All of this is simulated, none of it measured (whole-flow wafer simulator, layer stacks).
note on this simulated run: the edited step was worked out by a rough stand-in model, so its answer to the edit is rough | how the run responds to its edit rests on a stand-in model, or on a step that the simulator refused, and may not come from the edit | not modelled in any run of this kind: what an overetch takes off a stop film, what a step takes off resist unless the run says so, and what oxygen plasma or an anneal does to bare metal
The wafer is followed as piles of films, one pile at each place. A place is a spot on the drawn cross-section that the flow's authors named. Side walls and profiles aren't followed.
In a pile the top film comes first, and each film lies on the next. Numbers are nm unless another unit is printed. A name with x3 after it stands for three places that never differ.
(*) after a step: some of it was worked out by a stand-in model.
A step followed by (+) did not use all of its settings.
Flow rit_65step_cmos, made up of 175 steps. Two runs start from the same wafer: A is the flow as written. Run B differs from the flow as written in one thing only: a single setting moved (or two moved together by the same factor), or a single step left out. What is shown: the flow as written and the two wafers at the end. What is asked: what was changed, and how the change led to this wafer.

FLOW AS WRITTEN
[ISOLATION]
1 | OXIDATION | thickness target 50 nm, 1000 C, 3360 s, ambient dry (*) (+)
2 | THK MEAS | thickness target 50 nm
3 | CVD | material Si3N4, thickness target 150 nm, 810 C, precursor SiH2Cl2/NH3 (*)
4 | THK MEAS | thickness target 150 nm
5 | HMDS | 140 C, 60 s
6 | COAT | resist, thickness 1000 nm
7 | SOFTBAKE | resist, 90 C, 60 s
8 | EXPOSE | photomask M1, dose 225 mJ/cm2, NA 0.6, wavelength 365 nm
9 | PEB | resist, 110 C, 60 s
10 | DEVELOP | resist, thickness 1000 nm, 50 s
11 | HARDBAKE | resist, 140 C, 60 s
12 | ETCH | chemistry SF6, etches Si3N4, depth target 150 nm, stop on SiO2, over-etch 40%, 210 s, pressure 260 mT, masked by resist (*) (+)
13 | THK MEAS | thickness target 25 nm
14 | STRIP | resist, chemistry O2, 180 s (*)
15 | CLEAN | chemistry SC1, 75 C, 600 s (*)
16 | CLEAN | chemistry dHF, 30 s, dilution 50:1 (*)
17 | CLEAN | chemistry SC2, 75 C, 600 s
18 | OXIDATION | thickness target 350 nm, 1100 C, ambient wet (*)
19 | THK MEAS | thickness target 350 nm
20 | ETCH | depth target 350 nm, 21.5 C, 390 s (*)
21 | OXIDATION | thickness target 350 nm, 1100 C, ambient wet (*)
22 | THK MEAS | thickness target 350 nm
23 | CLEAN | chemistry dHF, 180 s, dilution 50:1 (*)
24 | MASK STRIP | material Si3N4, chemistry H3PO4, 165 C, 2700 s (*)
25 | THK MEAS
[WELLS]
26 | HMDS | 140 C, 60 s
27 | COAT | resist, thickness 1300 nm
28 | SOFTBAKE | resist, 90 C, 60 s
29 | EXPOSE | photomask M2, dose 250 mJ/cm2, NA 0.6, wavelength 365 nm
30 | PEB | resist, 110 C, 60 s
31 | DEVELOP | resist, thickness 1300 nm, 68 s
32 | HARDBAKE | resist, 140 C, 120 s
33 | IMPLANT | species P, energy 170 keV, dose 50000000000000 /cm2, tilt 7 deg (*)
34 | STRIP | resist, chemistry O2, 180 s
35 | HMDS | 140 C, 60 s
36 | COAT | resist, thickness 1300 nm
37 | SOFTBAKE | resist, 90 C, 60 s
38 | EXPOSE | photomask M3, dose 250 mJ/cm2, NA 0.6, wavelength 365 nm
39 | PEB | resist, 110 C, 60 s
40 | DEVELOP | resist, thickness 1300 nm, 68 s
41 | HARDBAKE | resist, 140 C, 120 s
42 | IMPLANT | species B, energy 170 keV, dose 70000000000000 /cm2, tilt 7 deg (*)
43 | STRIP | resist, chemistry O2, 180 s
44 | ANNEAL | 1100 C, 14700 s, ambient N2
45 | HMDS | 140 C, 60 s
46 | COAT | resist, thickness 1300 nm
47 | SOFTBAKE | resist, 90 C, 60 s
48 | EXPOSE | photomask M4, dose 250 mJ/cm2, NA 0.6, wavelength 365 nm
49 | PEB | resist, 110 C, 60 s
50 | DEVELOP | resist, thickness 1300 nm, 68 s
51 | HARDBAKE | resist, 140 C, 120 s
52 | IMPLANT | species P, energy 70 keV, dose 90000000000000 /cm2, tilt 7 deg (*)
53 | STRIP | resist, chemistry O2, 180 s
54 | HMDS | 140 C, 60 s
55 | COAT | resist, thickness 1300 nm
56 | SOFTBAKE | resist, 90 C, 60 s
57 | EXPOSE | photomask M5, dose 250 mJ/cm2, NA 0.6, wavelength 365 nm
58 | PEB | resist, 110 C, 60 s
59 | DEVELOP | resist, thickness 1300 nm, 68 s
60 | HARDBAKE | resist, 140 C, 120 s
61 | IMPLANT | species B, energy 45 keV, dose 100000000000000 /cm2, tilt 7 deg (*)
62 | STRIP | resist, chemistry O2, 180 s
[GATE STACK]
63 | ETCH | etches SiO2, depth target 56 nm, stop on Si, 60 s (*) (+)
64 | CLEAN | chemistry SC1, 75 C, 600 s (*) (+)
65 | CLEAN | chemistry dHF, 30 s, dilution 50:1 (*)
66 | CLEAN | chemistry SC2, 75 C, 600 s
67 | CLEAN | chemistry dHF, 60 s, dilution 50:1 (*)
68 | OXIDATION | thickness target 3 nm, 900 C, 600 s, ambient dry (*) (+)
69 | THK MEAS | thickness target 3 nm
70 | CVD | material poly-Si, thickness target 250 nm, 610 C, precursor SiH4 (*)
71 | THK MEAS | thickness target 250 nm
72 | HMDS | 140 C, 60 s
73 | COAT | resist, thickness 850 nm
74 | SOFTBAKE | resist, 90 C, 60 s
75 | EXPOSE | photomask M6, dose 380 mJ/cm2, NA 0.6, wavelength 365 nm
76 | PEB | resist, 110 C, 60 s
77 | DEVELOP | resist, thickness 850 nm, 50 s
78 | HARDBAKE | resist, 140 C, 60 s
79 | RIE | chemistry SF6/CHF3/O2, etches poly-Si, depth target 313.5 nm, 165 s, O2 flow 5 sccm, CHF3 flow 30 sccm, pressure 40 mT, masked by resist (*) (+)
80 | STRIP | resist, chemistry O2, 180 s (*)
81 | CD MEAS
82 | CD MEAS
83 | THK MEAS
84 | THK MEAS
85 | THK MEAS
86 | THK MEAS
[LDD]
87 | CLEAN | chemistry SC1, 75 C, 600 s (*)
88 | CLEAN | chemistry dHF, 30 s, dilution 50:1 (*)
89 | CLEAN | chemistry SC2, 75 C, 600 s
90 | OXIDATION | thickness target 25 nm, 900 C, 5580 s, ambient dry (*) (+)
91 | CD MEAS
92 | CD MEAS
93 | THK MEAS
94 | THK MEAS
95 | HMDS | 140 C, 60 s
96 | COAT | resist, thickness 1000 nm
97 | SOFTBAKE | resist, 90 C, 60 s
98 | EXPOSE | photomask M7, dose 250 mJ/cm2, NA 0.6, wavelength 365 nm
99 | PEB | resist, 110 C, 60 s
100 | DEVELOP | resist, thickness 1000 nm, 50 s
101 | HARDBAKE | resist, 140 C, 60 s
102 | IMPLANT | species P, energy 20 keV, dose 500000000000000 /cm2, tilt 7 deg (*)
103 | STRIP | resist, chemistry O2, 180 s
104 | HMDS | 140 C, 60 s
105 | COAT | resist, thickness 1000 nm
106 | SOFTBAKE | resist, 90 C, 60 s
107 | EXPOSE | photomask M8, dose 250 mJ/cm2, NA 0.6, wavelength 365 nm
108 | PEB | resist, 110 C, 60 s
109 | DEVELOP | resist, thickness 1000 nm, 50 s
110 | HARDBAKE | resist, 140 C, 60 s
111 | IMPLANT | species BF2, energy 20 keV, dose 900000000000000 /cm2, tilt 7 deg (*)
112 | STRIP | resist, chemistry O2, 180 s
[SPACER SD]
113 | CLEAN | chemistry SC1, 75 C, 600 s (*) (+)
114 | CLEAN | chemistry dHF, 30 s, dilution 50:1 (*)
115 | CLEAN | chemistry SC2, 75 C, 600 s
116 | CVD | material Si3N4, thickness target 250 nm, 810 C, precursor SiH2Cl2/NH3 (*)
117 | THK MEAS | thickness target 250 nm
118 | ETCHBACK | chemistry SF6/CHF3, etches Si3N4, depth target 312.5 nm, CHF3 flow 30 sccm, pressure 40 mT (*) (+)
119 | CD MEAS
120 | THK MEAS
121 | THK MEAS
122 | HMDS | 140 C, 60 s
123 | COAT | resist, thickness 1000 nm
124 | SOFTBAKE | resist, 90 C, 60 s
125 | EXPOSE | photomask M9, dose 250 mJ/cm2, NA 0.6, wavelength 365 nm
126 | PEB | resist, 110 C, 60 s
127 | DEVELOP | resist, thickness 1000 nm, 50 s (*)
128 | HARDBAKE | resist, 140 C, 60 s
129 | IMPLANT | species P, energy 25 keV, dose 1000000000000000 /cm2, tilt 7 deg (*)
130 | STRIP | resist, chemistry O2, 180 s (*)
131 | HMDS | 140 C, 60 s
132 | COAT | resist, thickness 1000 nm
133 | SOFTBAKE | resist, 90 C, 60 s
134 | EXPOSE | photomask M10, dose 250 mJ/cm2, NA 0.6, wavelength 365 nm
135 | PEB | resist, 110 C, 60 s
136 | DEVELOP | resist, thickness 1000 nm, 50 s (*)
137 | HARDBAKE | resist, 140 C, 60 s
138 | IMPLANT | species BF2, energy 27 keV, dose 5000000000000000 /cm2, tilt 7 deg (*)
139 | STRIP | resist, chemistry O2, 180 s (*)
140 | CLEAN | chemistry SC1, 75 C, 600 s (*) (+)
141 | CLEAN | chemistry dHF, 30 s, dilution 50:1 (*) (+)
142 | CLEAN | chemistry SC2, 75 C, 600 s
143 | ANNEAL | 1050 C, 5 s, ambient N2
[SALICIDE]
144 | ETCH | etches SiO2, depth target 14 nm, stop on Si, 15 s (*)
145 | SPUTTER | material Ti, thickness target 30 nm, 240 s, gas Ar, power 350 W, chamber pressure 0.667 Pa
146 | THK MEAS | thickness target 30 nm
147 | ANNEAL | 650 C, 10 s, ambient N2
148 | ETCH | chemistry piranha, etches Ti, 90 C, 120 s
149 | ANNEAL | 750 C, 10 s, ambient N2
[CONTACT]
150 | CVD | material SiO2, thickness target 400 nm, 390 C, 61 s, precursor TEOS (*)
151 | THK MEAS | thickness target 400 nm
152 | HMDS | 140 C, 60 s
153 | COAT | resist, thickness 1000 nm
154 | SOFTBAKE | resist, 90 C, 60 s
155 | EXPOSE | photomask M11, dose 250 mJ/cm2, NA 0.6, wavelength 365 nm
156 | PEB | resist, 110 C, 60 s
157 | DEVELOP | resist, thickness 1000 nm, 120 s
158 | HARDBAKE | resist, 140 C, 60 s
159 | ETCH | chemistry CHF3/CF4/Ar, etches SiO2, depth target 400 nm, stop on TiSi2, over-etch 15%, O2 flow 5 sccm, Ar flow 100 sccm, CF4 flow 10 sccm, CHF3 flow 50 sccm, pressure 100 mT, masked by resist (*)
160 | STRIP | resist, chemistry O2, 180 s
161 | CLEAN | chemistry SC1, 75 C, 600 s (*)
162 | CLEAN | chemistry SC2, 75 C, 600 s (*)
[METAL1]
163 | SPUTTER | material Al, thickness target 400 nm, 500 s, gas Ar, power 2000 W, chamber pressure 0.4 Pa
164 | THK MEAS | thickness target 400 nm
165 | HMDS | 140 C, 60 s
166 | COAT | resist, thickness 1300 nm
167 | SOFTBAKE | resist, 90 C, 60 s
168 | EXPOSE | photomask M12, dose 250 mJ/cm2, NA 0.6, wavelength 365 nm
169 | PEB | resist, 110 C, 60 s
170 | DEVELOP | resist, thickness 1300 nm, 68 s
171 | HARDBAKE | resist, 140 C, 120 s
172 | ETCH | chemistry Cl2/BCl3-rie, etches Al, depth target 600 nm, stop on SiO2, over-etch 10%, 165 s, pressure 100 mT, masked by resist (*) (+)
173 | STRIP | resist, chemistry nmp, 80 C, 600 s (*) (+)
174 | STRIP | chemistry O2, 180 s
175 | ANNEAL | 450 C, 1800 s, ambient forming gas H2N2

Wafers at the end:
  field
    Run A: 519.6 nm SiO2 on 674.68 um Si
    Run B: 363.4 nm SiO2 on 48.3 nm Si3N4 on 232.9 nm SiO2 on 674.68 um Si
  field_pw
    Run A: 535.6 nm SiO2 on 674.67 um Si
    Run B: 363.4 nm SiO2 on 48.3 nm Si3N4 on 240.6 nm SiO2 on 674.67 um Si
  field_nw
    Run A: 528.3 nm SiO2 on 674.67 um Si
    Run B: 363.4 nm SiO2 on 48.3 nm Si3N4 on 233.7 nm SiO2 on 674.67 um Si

What caused this: step 116, CVD: thickness target 362 nm was run, while the flow as written has thickness target 250 nm.

Step by step, how the change led to this:
  116 | CVD | material Si3N4, thickness target 250 nm, 810 C, precursor SiH2Cl2/NH3 (*)
      field, field_pw, field_nw and 11 more: A Si3N4 gains 250 (new film) | B Si3N4 gains 362 (new film)
  118 | ETCHBACK | chemistry SF6/CHF3, etches Si3N4, depth target 312.5 nm, CHF3 flow 30 sccm, pressure 40 mT (*) (+)
      field, field_pw, field_nw, field_p: A Si3N4 loses 250 (all of it), SiO2 loses 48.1 | B Si3N4 loses 312.5
      gate_n: A Si3N4 loses 250 (all of it), SiO2 loses 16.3 (all of it), poly-Si loses 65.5 | B Si3N4 loses 312.5
      (also at 3 further places)
  123 | COAT | resist, thickness 1000 nm
      field: A resist gains 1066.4 (new film) | B resist gains 1044.3 (new film)
      field_p: A resist gains 1073.5 (new film) | B resist gains 1051.5 (new film)
      (also at 4 further places)
  126 | PEB | resist, 110 C, 60 s
      gate_n, gate_p: A resist loses 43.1 | B resist loses 40
      field: A resist loses 55.6 | B resist loses 54.3
      (also at 3 further places)
  127 | DEVELOP | resist, thickness 1000 nm, 50 s (*)
      field: A resist loses 1010.9 (all of it) | B resist loses 990.1 (all of it)
      gate_n: A resist loses 791.9 (all of it) | B resist loses 738.3 (all of it)
      (also at 1 further place)
  128 | HARDBAKE | resist, 140 C, 60 s
      field_nw: A resist loses 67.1 | B resist loses 65.7
      field_p: A resist loses 68.8 | B resist loses 67.2
      (also at 2 further places)
  130 | STRIP | resist, chemistry O2, 180 s (*)
      gate_n: A chemical SiO2 gains 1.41 (new film), poly-Si loses 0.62 | B nothing
      gate_p: A chemical SiO2 gains 1.31 (new film), resist loses 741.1 (all of it), poly-Si loses 0.58 | B resist loses 690.7 (all of it)
      (also at 2 further places)
  132 | COAT | resist, thickness 1000 nm
      field: A resist gains 1067 (new film) | B resist gains 1044.3 (new film)
      field_p: A resist gains 1074 (new film) | B resist gains 1051.5 (new film)
      (also at 4 further places)
  135 | PEB | resist, 110 C, 60 s
      gate_n, gate_p: A resist loses 43.1 | B resist loses 40
      spacer, spacer_p: A resist loses 42 | B resist loses 53.7
      (also at 2 further places)
  136 | DEVELOP | resist, thickness 1000 nm, 50 s (*)
      field_p: A resist loses 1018 (all of it) | B resist loses 996.7 (all of it)
      gate_p: A resist loses 792.8 (all of it) | B resist loses 738.5 (all of it)
      (also at 1 further place)
  137 | HARDBAKE | resist, 140 C, 60 s
      field: A resist loses 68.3 | B resist loses 66.3
      field_nw: A resist loses 67.1 | B resist loses 65.7
      (also at 2 further places)
  139 | STRIP | resist, chemistry O2, 180 s (*)
      gate_n: A resist loses 740 (all of it), chemical SiO2 gains 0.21, poly-Si loses 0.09 | B resist loses 690.5 (all of it)
      field: A resist loses 943.1 (all of it) | B resist loses 923.7 (all of it)
      (also at 1 further place)
  140 | CLEAN | chemistry SC1, 75 C, 600 s (*) (+)
      field, field_pw, field_nw, field_p: A SiO2 loses 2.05 | B Si3N4 loses 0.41
      gate_n, gate_p: A chemical SiO2 loses 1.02, poly-Si loses 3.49 | B Si3N4 loses 0.41
  141 | CLEAN | chemistry dHF, 30 s, dilution 50:1 (*) (+)
      field, field_p: A SiO2 loses 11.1 | B Si3N4 loses 0.43
      field_pw, field_nw: A SiO2 loses 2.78 | B Si3N4 loses 0.43
      (also at 2 further places)
  144 | ETCH | etches SiO2, depth target 14 nm, stop on Si, 15 s (*)
      field, field_pw, field_nw, field_p: A SiO2 loses 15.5 | B Si3N4 loses 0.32
  145 | SPUTTER | material Ti, thickness target 30 nm, 240 s, gas Ar, power 350 W, chamber pressure 0.667 Pa
      gate_n: A Ti gains 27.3 (new film) | B Ti gains 30 (new film)
      gate_p: A Ti gains 27.2 (new film) | B Ti gains 30 (new film)
  ... 10 further steps ...
  170 | DEVELOP | resist, thickness 1300 nm, 68 s
      field: A resist loses 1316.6 (all of it) | B resist loses 1268.7 (all of it)
      field_pw: A resist loses 1285.5 (all of it) | B resist loses 1256.8 (all of it)
      (also at 6 further places)
